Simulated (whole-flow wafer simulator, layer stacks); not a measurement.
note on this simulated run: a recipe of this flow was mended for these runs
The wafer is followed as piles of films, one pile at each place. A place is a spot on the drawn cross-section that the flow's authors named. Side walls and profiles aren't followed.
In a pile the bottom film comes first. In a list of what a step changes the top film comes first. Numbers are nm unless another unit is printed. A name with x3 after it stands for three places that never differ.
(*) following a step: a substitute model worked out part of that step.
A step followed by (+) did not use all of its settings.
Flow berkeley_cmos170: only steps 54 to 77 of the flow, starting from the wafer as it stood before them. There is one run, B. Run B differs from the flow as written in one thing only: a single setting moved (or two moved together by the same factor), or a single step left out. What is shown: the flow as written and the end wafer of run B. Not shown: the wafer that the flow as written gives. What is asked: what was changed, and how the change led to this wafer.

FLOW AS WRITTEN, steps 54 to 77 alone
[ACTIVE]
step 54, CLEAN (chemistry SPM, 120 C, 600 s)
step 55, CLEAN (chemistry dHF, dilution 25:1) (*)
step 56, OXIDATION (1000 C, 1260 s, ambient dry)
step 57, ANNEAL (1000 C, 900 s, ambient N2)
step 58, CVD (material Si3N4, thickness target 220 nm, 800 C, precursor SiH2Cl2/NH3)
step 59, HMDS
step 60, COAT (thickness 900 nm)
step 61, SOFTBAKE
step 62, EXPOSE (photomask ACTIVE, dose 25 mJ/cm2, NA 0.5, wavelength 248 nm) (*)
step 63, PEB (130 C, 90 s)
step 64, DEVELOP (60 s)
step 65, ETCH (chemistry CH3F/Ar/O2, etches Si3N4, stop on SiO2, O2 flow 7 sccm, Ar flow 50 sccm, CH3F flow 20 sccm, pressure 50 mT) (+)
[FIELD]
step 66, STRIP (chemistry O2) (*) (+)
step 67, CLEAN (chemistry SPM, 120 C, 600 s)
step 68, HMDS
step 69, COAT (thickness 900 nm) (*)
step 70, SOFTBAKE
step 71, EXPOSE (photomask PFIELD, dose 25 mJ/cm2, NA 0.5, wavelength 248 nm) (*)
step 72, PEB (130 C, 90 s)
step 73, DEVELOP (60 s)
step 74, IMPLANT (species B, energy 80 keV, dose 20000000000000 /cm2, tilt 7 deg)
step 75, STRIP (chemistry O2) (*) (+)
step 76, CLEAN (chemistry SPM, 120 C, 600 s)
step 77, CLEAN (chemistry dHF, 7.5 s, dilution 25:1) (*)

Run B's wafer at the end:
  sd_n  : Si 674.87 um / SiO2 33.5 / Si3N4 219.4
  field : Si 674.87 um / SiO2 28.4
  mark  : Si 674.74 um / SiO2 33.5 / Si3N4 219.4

Cause: step 56, OXIDATION: 1027 C was run, though the flow has 1000 C.

How this came from the change, step by step:
  step 56, OXIDATION (1000 C, 1260 s, ambient dry)
      field, mark, sd_n and 10 more: SiO2 gains 33.5 (new film), Si loses 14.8 (in the flow as written it would be: SiO2 gains 26.6 (new film), Si loses 11.7)
